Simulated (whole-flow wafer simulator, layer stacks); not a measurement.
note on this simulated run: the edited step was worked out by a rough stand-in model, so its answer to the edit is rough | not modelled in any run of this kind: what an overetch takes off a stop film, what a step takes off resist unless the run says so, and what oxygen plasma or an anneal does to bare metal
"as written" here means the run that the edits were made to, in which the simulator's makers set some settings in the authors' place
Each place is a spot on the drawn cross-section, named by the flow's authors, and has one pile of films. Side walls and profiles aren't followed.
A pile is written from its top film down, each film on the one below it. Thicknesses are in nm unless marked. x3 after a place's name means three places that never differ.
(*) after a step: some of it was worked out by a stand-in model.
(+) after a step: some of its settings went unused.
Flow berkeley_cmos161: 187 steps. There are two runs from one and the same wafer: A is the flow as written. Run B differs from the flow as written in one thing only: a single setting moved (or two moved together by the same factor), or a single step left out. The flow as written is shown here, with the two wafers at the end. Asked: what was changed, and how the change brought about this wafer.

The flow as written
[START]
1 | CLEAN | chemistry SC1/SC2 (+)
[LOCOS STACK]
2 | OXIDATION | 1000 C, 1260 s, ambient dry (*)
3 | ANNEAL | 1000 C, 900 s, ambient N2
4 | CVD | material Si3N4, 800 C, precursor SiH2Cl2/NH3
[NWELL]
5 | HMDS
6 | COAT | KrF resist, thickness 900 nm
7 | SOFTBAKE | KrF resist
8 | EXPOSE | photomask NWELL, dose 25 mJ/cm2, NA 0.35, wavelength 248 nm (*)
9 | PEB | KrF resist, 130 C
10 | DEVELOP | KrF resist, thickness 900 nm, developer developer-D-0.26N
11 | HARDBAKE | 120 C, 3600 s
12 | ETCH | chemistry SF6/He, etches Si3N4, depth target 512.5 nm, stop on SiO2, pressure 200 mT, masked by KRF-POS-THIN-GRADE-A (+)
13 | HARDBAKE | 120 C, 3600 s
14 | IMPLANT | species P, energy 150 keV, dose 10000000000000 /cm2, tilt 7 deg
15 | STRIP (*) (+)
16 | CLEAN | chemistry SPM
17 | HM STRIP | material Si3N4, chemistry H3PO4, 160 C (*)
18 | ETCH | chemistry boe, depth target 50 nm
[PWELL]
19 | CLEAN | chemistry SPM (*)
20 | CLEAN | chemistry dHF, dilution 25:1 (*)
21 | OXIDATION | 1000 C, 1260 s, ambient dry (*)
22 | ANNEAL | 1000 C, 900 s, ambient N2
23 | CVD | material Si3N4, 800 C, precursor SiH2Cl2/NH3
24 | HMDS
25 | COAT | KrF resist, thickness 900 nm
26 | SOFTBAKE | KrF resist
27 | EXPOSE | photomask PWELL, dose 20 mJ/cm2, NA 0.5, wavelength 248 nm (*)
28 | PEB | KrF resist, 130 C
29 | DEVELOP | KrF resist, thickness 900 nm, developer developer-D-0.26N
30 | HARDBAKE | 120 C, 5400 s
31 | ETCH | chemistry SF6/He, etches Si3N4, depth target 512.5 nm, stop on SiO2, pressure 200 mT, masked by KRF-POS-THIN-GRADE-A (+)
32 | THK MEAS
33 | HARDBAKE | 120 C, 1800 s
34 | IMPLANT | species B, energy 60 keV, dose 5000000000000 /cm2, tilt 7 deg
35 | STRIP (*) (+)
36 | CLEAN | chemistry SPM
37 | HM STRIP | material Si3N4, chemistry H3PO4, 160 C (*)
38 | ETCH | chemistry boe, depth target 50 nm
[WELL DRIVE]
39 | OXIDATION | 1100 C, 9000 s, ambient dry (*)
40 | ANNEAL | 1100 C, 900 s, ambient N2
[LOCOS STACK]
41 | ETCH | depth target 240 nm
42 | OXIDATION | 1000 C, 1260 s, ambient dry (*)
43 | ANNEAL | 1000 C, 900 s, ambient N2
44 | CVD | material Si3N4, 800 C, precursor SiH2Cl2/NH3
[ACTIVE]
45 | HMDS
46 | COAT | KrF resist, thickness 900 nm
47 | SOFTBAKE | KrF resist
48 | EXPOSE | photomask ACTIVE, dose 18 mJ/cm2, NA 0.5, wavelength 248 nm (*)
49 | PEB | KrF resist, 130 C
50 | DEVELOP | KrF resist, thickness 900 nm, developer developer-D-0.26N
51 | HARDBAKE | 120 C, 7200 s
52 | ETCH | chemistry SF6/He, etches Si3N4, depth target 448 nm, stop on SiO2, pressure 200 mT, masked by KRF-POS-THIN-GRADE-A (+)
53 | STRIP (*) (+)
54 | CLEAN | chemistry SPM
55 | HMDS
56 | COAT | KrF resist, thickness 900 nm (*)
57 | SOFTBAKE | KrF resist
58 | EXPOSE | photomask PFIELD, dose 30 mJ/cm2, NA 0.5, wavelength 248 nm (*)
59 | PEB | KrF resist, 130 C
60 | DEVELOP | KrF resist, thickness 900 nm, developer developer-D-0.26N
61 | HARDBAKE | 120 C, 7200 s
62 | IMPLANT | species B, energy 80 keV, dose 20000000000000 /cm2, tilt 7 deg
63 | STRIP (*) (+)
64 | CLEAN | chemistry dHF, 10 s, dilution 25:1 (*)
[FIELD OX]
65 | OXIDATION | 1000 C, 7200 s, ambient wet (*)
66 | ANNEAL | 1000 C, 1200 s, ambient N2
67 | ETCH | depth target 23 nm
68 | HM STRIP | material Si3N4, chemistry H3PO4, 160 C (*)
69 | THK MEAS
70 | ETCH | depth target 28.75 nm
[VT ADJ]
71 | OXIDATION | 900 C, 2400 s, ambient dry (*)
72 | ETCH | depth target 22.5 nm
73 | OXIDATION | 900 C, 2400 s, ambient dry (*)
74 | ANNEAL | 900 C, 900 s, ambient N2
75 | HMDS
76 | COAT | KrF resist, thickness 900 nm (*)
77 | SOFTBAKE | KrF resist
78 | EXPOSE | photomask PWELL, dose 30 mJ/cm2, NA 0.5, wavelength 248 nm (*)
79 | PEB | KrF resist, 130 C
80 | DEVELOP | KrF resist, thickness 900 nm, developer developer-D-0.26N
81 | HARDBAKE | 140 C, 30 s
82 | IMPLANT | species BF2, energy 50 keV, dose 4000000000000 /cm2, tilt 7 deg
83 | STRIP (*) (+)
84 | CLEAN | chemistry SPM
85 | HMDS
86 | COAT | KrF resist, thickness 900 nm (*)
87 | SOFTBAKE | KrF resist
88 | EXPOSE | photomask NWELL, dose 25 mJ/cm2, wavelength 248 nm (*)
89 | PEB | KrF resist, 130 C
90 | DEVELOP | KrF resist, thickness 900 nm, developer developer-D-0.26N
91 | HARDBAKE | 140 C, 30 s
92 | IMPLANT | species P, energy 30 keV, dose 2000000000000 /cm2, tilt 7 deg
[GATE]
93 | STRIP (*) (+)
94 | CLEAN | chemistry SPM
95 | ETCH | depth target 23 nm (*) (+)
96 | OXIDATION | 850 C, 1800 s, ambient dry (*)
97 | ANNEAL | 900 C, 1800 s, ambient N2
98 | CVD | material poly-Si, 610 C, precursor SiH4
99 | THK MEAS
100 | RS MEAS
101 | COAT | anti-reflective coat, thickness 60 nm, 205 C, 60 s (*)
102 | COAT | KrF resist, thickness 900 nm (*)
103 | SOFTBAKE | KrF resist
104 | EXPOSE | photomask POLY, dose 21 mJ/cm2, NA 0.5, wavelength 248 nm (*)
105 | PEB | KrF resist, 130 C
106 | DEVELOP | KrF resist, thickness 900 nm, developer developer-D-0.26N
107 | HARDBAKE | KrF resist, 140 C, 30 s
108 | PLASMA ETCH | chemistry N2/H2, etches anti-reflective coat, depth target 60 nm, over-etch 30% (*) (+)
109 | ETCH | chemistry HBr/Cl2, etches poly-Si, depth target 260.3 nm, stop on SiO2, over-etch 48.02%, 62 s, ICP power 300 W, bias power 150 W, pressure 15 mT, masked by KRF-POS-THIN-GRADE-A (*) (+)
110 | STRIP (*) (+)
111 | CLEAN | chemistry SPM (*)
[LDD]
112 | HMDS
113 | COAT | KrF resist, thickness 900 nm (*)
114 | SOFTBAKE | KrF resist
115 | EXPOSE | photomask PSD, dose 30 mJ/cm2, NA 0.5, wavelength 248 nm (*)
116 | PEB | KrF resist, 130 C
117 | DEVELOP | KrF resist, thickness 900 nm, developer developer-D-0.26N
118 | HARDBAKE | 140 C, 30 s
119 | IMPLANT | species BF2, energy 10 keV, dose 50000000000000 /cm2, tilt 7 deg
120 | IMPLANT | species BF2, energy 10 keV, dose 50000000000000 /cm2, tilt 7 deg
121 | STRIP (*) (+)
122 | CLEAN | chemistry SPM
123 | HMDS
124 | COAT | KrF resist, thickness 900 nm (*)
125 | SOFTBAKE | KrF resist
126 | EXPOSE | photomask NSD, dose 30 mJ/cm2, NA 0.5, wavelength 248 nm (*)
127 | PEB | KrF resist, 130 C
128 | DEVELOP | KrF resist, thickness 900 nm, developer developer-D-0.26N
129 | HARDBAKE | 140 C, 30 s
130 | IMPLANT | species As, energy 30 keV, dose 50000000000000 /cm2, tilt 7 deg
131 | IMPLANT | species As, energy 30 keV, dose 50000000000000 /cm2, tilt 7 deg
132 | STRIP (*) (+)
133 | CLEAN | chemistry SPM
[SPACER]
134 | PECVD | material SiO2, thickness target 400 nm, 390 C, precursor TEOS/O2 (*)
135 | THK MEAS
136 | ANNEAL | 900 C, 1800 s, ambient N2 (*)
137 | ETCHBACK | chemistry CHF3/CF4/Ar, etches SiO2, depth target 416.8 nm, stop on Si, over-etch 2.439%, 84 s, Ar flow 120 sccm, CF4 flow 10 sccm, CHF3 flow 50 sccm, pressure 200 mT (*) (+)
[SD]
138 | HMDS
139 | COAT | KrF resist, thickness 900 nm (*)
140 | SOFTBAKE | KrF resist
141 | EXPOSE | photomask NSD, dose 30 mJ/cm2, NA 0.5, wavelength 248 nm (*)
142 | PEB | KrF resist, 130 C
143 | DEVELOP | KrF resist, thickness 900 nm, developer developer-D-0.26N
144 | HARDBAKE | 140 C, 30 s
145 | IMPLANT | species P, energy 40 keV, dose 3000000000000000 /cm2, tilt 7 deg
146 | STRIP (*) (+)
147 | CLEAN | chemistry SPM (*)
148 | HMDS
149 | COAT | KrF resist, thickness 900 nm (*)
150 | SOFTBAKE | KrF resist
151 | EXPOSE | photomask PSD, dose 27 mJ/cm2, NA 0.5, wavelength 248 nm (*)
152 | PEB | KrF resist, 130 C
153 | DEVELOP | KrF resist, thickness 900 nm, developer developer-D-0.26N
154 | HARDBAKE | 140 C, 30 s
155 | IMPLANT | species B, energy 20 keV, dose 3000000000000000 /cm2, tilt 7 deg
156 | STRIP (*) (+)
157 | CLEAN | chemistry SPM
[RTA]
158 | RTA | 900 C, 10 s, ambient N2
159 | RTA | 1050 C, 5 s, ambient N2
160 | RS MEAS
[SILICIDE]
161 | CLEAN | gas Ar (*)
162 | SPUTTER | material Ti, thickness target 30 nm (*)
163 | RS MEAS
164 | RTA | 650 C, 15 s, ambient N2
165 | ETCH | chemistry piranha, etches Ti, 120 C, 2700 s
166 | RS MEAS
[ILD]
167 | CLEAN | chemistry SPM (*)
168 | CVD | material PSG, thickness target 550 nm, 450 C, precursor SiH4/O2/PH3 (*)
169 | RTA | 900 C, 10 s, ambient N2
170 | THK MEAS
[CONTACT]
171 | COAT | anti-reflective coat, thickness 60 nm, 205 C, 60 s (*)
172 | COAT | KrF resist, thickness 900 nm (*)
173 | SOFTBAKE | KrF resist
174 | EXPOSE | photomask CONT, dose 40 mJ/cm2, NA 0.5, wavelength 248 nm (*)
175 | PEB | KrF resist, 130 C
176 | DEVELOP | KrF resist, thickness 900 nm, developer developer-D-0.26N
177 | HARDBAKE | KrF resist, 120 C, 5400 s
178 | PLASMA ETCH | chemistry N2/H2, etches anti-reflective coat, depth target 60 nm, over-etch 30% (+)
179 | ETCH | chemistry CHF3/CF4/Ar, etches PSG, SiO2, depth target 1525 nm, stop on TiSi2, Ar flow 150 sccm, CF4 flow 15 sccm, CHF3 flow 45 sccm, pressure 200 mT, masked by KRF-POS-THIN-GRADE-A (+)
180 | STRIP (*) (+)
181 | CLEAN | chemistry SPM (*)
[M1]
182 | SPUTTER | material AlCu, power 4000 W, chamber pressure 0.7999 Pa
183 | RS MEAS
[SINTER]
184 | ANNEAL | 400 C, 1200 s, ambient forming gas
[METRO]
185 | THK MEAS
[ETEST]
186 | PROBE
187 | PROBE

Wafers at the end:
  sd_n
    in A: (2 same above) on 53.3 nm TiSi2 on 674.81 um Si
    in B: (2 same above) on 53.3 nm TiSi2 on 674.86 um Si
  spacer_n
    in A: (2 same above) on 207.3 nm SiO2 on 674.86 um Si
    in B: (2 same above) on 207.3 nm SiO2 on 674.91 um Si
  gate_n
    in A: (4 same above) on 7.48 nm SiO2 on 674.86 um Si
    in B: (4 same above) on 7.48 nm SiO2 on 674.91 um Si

Cause: step 39, OXIDATION: 990 C was run, though the flow has 1100 C.

Step by step, how the change led to this:
  39 | OXIDATION | 1100 C, 9000 s, ambient dry (*)
      field, sd_n, spacer_n and 6 more: A SiO2 gains 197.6 (new film), Si loses 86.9 | B SiO2 gains 82.3 (new film), Si loses 36.2
  41 | ETCH | depth target 240 nm
      field, sd_n, spacer_n and 6 more: A SiO2 loses 197.6 (all of it) | B SiO2 loses 82.3 (all of it)
